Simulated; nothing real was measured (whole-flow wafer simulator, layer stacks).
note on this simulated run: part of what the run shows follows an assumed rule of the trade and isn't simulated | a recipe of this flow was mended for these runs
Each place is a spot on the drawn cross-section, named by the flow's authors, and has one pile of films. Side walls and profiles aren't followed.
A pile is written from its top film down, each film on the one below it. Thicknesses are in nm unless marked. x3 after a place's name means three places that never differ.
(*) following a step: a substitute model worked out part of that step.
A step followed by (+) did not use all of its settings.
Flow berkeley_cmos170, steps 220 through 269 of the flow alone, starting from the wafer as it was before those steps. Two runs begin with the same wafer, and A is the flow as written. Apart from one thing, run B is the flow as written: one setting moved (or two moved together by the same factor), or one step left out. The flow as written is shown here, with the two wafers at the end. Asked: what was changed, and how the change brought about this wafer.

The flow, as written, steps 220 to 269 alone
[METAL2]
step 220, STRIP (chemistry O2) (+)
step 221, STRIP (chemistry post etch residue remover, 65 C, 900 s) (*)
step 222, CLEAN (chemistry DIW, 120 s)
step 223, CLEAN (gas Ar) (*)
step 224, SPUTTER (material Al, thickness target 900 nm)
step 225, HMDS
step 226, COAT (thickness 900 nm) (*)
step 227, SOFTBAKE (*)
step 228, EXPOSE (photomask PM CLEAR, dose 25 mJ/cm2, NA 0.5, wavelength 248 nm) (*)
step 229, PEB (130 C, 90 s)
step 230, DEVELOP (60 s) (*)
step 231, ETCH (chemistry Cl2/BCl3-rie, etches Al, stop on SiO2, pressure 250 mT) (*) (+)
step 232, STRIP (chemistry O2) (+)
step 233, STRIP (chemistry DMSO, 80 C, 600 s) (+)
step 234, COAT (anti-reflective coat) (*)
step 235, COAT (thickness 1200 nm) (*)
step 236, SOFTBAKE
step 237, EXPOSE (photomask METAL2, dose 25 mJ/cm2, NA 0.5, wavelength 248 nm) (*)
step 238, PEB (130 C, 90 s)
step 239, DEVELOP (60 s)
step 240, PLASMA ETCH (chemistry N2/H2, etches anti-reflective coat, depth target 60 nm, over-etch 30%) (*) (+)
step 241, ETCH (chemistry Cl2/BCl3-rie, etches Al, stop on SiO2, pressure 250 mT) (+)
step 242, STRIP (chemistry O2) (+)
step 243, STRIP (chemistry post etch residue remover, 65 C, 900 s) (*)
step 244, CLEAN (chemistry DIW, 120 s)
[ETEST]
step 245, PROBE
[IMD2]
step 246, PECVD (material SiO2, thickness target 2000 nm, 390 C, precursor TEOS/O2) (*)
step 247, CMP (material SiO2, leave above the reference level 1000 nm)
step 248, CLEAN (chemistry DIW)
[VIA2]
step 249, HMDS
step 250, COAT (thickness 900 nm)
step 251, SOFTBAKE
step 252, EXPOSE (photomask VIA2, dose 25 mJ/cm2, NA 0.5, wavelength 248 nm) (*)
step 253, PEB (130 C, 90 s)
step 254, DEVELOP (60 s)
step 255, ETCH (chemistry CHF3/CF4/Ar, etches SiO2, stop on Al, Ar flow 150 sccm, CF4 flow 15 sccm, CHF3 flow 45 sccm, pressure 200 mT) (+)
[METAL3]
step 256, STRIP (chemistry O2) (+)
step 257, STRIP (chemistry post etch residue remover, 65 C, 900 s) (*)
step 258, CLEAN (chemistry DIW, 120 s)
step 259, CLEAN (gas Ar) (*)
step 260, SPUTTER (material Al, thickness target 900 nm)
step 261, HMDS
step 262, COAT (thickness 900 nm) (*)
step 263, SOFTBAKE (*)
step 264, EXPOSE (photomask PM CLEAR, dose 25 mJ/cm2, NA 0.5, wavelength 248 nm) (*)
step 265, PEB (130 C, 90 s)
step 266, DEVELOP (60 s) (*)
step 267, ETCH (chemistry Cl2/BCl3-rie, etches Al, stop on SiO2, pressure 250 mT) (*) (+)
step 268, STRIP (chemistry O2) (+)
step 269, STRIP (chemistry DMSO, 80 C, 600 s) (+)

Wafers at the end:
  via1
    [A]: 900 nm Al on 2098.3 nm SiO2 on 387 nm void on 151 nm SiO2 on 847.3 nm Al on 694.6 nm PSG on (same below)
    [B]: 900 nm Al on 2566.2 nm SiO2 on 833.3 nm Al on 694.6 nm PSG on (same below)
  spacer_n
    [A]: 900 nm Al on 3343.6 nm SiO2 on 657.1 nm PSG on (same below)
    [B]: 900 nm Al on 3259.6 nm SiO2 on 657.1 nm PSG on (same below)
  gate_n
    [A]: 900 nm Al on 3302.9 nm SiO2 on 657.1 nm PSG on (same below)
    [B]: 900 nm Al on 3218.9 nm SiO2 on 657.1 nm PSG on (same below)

Cause: step 224, SPUTTER: thickness target 816 nm was run, whereas the flow has thickness target 900 nm.

How this came from the change, step by step:
  step 224, SPUTTER (material Al, thickness target 900 nm)
      field, mark, sd_n and 9 more: A Al gains 900 (new film) | B Al gains 816 (new film)
      via1: A Al gains 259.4 | B Al gains 245.4
  step 226, COAT (thickness 900 nm) (*)
      via1: A KrF-resist gains 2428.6 (new film) | B KrF-resist gains 2361.1 (new film)
  step 231, ETCH (chemistry Cl2/BCl3-rie, etches Al, stop on SiO2, pressure 250 mT) (*) (+)
      field, sd_n, spacer_n and 9 more: A KrF-resist loses 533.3 | B KrF-resist loses 491.3
      mark: A Al loses 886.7 (all of it), SiO2 loses 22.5 | B Al loses 802.7 (all of it), SiO2 loses 22.5
  step 232, STRIP (chemistry O2) (+)
      field, spacer_n, gate_n: A KrF-resist loses 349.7 (all of it) | B KrF-resist loses 391.7 (all of it)
      sd_n: A KrF-resist loses 347 (all of it) | B KrF-resist loses 389 (all of it)
      (as well as at 7 more places)
  step 234, COAT (anti-reflective coat) (*)
      via1: A anti-reflective coat gains 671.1 (new film) | B anti-reflective coat gains 637.4 (new film)
  step 241, ETCH (chemistry Cl2/BCl3-rie, etches Al, stop on SiO2, pressure 250 mT) (+)
      field, sd_n, spacer_n, gate_n, sd_p, spacer_p, gate_p: A Al loses 900 (all of it), SiO2 loses 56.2 | B Al loses 816 (all of it), SiO2 loses 56.2
      contact, m1, via1, m2, via2: A KrF-resist loses 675 | B KrF-resist loses 633
      (as well as at 1 more place)
  step 242, STRIP (chemistry O2) (+)
      contact: A KrF-resist loses 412 (all of it), anti-reflective coat loses 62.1 (all of it) | B KrF-resist loses 453.7 (all of it), anti-reflective coat loses 62 (all of it)
      m1: A KrF-resist loses 433.1 (all of it), anti-reflective coat loses 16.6 (all of it) | B KrF-resist loses 473.9 (all of it), anti-reflective coat loses 16.3 (all of it)
      (as well as at 3 more places)
  step 246, PECVD (material SiO2, thickness target 2000 nm, 390 C, precursor TEOS/O2) (*)
      via1: A SiO2 gains 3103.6 (new film), void gains 387 (new film), SiO2 gains 151 (new film) | B SiO2 gains 3571.6 (new film)
  step 247, CMP (material SiO2, leave above the reference level 1000 nm)
      mark: A nothing | B SiO2 loses 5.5
      field, sd_n, spacer_n, gate_n, sd_p, spacer_p, gate_p: A SiO2 loses 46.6 | B SiO2 loses 130.6
